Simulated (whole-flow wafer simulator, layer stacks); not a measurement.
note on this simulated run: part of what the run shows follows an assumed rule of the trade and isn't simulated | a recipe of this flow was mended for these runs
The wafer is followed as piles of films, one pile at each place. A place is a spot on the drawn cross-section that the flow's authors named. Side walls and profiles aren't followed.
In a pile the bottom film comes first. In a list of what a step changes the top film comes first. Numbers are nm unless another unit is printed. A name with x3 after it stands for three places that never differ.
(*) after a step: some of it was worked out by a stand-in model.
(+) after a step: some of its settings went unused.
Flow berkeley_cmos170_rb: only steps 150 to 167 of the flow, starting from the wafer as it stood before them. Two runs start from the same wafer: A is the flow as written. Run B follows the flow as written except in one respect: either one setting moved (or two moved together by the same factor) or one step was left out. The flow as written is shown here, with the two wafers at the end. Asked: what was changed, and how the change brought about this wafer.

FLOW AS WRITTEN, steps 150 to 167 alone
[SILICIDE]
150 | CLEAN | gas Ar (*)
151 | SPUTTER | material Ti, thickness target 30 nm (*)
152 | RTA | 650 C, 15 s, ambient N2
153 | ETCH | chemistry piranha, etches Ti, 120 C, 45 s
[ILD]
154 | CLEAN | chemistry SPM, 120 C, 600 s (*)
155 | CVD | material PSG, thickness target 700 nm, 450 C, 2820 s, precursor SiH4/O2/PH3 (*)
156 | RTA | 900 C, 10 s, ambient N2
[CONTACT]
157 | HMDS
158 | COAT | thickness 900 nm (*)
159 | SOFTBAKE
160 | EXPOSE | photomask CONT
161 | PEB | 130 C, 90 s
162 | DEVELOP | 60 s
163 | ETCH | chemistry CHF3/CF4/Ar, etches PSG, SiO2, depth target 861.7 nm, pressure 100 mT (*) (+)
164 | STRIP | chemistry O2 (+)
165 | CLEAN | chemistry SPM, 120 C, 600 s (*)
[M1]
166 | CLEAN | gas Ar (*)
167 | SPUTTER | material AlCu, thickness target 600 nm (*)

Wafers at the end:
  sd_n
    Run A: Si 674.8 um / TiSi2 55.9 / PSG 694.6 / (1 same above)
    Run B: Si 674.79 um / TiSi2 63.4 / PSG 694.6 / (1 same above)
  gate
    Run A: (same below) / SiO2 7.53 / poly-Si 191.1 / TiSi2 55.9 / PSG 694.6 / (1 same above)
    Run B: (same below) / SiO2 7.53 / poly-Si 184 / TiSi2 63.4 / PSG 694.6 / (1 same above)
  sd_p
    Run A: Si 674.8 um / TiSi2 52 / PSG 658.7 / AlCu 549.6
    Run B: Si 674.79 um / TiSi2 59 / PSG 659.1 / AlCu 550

What caused this: step 151, SPUTTER: thickness target 34 nm was run, whereas the flow has thickness target 30 nm.

How this came from the change, step by step:
  151 | SPUTTER | material Ti, thickness target 30 nm (*)
      field, sd_n, spacer_n, gate, spacer_p, gate_p, contact, m1: A +30 Ti (new film) | B +34 Ti (new film)
      sd_p: A +27.9 Ti (new film) | B +31.6 Ti (new film)
  152 | RTA | 650 C, 15 s, ambient N2
      sd_n, contact, m1: A -23.4 Ti, +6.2 TiSi first (new film), +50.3 TiSi2 C49 (new film), -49 Si | B -26.5 Ti, +14.4 TiSi first (new film), +46 TiSi2 C49 (new film), -50.6 Si
      gate, gate_p: A -23.4 Ti, +6.2 TiSi first (new film), +50.3 TiSi2 C49 (new film), -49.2 poly-Si | B -26.5 Ti, +14.4 TiSi first (new film), +46 TiSi2 C49 (new film), -50.8 poly-Si
      (as well as at 1 more place)
  153 | ETCH | chemistry piranha, etches Ti, 120 C, 45 s
      sd_n, gate, gate_p, contact, m1: A -6.6 Ti (all of it), -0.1 TiSi first | B -7.48 Ti (all of it), -0.1 TiSi first
      field, spacer_n, spacer_p: A -30 Ti (all of it) | B -34 Ti (all of it)
      (as well as at 1 more place)
  156 | RTA | 900 C, 10 s, ambient N2
      sd_n, contact, m1: A under 1 film: +55.9 TiSi2 (new film), -6.09 TiSi first (all of it), -50.3 TiSi2 C49 (all of it), -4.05 Si | B under 1 film: +63.4 TiSi2 (new film), -14.3 TiSi first (all of it), -46 TiSi2 C49 (all of it), -9.51 Si
      gate, gate_p: A under 1 film: +55.9 TiSi2 (new film), -6.09 TiSi first (all of it), -50.3 TiSi2 C49 (all of it), -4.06 poly-Si | B under 1 film: +63.4 TiSi2 (new film), -14.3 TiSi first (all of it), -46 TiSi2 C49 (all of it), -9.55 poly-Si
      (as well as at 1 more place)
